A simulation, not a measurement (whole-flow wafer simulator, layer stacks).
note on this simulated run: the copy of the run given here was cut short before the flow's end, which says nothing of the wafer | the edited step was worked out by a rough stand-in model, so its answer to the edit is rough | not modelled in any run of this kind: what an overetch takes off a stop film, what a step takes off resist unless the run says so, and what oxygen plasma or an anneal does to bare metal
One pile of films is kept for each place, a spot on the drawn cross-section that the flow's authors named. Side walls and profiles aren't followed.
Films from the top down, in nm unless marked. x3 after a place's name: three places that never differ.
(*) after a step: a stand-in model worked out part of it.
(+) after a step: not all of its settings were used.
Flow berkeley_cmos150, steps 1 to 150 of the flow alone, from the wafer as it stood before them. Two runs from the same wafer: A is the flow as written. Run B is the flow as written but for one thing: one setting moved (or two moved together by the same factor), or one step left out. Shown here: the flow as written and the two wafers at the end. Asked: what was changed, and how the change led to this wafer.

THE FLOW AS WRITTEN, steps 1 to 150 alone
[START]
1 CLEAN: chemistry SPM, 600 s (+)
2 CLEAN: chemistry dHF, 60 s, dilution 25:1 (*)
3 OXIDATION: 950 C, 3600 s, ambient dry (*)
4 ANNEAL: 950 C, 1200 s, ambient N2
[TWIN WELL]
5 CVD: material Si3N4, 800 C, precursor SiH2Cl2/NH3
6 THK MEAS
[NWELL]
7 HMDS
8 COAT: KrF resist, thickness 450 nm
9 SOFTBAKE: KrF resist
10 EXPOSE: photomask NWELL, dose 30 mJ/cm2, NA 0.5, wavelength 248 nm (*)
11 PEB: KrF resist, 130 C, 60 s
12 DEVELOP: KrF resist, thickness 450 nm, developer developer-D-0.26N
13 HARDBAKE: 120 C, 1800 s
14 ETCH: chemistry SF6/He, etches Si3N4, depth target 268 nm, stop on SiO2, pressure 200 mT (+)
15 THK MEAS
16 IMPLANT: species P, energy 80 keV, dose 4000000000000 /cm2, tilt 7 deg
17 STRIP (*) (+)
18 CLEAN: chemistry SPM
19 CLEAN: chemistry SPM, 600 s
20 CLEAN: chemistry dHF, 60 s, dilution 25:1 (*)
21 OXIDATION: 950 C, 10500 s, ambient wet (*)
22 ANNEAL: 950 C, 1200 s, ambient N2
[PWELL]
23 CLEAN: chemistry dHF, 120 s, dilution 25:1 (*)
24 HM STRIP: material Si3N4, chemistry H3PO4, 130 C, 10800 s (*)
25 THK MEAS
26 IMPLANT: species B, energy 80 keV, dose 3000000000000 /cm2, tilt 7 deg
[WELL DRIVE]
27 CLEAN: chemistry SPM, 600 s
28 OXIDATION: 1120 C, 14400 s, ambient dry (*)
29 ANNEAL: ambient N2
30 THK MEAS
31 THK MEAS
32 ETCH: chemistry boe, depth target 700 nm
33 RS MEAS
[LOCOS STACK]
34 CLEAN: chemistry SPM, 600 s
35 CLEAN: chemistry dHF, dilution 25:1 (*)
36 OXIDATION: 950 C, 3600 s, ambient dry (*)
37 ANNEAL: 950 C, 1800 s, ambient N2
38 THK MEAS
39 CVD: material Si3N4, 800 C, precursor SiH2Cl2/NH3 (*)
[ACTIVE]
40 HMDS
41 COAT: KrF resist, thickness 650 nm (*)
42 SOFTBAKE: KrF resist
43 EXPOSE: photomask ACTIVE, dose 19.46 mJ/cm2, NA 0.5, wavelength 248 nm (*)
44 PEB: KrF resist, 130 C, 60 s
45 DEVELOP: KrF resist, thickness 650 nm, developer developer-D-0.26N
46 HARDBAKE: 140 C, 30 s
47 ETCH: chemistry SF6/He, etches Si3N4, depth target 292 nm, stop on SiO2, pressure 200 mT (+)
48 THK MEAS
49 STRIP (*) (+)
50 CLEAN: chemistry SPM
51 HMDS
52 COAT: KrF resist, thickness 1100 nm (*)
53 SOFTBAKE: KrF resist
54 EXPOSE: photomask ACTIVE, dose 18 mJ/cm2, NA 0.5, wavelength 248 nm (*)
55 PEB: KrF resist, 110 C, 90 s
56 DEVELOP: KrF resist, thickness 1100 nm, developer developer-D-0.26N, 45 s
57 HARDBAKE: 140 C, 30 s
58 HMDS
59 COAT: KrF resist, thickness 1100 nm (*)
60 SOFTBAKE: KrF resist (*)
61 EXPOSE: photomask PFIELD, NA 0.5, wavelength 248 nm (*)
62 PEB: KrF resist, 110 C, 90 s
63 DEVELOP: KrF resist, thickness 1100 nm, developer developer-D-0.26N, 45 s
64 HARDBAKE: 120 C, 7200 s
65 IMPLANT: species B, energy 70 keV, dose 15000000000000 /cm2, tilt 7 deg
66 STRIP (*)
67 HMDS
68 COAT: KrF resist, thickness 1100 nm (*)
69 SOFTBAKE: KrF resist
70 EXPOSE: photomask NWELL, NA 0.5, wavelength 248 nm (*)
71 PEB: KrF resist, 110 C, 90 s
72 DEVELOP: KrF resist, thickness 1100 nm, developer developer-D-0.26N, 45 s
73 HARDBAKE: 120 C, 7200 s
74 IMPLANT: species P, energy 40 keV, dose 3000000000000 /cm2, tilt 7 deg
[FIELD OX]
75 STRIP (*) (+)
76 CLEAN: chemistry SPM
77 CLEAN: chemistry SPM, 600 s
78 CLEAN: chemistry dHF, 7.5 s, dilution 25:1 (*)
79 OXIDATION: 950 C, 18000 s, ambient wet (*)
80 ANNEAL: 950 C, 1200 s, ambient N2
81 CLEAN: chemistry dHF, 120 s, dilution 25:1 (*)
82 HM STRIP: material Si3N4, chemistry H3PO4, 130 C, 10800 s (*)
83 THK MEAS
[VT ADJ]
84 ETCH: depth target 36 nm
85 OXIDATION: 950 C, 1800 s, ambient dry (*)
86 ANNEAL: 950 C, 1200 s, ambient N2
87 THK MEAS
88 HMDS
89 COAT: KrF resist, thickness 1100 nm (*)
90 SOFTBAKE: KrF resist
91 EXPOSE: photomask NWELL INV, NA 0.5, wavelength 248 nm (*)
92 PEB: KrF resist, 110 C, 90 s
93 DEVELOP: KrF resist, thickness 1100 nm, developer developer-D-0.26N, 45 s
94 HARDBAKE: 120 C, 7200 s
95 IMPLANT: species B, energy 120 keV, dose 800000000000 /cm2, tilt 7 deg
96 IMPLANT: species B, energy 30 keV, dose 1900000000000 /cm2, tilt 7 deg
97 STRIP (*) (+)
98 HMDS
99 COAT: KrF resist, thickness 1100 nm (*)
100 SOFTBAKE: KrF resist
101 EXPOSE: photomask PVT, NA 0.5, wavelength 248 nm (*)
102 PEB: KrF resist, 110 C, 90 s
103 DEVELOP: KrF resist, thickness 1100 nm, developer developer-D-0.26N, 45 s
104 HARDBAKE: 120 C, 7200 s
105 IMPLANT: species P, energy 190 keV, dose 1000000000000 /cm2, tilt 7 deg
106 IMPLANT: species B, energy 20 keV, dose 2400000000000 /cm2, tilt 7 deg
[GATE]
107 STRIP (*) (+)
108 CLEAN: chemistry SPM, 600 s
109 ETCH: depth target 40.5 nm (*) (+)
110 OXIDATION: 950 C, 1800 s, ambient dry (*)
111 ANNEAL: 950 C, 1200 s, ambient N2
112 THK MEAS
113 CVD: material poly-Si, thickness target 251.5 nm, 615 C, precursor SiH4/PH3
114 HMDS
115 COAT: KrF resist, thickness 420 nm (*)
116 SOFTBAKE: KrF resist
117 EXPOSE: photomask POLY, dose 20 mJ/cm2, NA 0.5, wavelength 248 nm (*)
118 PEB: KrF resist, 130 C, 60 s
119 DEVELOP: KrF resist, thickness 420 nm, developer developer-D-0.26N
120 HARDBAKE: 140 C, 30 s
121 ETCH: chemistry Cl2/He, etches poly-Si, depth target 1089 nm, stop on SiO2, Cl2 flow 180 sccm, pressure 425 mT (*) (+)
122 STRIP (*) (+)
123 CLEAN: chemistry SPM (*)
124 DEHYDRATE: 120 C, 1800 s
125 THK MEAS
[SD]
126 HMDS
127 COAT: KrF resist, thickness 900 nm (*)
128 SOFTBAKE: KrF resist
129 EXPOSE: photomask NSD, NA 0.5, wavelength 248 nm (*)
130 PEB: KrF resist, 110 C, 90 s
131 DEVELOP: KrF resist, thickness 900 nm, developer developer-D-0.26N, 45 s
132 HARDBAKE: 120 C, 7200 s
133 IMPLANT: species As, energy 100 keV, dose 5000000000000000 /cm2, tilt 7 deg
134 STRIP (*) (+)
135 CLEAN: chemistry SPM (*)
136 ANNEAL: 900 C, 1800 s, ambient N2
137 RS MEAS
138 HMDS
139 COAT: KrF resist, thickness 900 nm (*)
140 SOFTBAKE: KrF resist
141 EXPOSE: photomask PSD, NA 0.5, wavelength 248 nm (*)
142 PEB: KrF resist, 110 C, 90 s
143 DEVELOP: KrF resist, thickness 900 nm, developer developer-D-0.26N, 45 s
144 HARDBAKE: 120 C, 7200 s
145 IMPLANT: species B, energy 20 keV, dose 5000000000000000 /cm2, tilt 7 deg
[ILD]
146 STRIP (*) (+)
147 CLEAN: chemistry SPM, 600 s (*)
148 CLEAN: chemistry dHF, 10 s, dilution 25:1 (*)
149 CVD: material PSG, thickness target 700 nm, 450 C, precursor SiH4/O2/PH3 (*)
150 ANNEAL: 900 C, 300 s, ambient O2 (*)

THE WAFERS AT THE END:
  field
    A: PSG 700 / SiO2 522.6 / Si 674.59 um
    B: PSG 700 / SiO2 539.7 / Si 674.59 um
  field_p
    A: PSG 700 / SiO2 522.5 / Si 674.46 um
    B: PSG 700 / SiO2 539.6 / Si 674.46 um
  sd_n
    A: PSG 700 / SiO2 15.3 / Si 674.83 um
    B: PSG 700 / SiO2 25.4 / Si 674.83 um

The cause: step 109, ETCH: depth target 23.33 nm was run, where the flow has depth target 40.5 nm.

How the change led to this, step by step:
  109 ETCH: depth target 40.5 nm (*) (+)
      sd_n: A SiO2 -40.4 (all of it) | B SiO2 -23.3
      field, field_p: A SiO2 -40.5 | B SiO2 -23.3
  110 OXIDATION: 950 C, 1800 s, ambient dry (*)
      sd_n: A SiO2 +20.4 (new film), Si -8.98 | B SiO2 +13.3, Si -5.87
  122 STRIP (*) (+)
      gate_n: A chemical SiO2 +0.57 (new film), KrF resist -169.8 (all of it), poly-Si -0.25 | B chemical SiO2 +0.57 (new film), KrF resist -176.5 (all of it), poly-Si -0.25
